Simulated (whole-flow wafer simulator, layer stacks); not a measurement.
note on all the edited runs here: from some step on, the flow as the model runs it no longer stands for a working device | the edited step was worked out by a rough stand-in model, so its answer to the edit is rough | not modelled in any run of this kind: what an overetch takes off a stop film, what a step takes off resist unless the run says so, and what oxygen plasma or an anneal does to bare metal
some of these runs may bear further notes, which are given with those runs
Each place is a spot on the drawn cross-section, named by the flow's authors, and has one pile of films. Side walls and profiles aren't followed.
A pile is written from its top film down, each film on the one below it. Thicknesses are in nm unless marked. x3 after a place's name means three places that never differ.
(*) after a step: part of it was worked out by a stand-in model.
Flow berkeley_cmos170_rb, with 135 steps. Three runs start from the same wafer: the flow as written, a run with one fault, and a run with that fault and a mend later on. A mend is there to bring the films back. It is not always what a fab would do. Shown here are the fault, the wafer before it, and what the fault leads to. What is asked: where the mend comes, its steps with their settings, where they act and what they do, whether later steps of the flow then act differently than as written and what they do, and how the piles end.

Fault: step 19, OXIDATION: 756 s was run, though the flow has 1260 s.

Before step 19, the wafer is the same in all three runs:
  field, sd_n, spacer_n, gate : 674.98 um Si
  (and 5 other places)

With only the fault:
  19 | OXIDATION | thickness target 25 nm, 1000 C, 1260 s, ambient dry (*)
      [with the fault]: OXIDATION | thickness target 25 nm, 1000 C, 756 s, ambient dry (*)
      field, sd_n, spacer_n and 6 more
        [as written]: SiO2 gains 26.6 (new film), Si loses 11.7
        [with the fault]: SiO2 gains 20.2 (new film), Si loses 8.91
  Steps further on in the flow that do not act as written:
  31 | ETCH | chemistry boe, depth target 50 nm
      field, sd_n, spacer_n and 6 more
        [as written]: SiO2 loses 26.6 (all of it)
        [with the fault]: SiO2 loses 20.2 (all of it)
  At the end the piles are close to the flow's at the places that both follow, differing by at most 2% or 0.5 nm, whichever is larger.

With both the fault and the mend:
  The mend stands after step 19.
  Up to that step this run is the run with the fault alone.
  19a | OXIDATION | thickness target 25 nm, 1000 C, 504 s, ambient dry (*) (the flow's step 19, run once more with other settings)
      field, sd_n, spacer_n and 6 more
        SiO2 gains 6.3, Si loses 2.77
  None of the later steps of the flow acts differently than as written at any place that is followed.
  At every place that both follow, the piles at the end match the flow's.
